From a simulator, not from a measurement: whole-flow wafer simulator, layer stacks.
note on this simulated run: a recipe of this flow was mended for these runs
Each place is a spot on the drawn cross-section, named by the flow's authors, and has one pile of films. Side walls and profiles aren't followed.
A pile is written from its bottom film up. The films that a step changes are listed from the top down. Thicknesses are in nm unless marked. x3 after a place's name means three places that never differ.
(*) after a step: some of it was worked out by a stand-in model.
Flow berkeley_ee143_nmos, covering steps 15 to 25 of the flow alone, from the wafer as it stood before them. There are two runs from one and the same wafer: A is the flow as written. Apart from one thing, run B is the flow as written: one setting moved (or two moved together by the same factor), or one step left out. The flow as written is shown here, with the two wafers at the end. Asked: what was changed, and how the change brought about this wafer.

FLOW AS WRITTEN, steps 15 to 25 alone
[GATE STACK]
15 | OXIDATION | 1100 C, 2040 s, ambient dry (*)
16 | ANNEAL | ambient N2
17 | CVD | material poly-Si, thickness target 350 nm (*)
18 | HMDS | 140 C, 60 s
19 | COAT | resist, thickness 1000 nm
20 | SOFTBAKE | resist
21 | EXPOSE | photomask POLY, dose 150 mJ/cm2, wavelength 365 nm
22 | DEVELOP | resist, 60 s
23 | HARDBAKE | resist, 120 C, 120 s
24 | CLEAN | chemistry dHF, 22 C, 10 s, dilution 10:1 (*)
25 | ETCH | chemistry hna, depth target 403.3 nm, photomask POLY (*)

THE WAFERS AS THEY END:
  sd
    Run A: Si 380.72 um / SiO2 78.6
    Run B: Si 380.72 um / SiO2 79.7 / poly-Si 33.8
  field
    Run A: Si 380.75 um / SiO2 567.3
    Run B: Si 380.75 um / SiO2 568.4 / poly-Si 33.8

The reason: step 25, ETCH: depth target 316.2 nm was run, while the flow as written has depth target 403.3 nm.

Step by step, how the change led to this:
  25 | ETCH | chemistry hna, depth target 403.3 nm, photomask POLY (*)
      sd, contact, field: A -350 poly-Si (all of it), -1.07 SiO2 | B -316.2 poly-Si
